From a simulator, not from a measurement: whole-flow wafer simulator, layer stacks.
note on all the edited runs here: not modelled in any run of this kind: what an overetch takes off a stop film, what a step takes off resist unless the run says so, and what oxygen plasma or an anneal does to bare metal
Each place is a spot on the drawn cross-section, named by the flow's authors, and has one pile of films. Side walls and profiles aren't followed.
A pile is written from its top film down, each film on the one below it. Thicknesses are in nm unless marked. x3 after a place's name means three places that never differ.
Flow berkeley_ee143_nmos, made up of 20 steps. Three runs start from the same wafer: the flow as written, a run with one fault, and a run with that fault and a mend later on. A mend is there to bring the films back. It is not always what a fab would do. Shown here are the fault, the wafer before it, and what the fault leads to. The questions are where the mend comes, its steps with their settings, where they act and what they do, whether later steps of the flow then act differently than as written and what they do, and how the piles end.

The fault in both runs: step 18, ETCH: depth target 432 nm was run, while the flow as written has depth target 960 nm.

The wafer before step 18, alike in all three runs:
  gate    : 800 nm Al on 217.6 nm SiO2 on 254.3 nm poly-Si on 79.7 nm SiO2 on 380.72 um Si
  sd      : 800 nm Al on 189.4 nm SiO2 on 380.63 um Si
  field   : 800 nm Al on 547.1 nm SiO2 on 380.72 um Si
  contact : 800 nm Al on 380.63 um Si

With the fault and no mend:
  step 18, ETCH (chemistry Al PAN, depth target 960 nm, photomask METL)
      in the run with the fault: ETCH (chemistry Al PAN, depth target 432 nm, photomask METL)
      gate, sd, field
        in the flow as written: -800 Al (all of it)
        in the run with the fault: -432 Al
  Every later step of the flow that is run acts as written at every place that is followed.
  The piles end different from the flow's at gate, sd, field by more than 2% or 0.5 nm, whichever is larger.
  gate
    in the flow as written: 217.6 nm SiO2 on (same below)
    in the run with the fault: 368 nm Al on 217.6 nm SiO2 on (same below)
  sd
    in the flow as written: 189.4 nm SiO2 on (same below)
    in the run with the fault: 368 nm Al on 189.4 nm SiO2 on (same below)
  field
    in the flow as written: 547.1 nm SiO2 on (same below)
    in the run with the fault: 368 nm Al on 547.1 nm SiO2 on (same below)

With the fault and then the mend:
  The mend stands after step 18.
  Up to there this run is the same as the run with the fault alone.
  step 18a, ETCH (chemistry Al PAN, depth target 528 nm, photomask METL) (the flow's step 18 again, with other settings)
      gate, sd, field
        -368 Al (all of it)
  Every later step of the flow that is run acts as written at every place that is followed.
  The piles end the same as the flow's at every place that both follow.
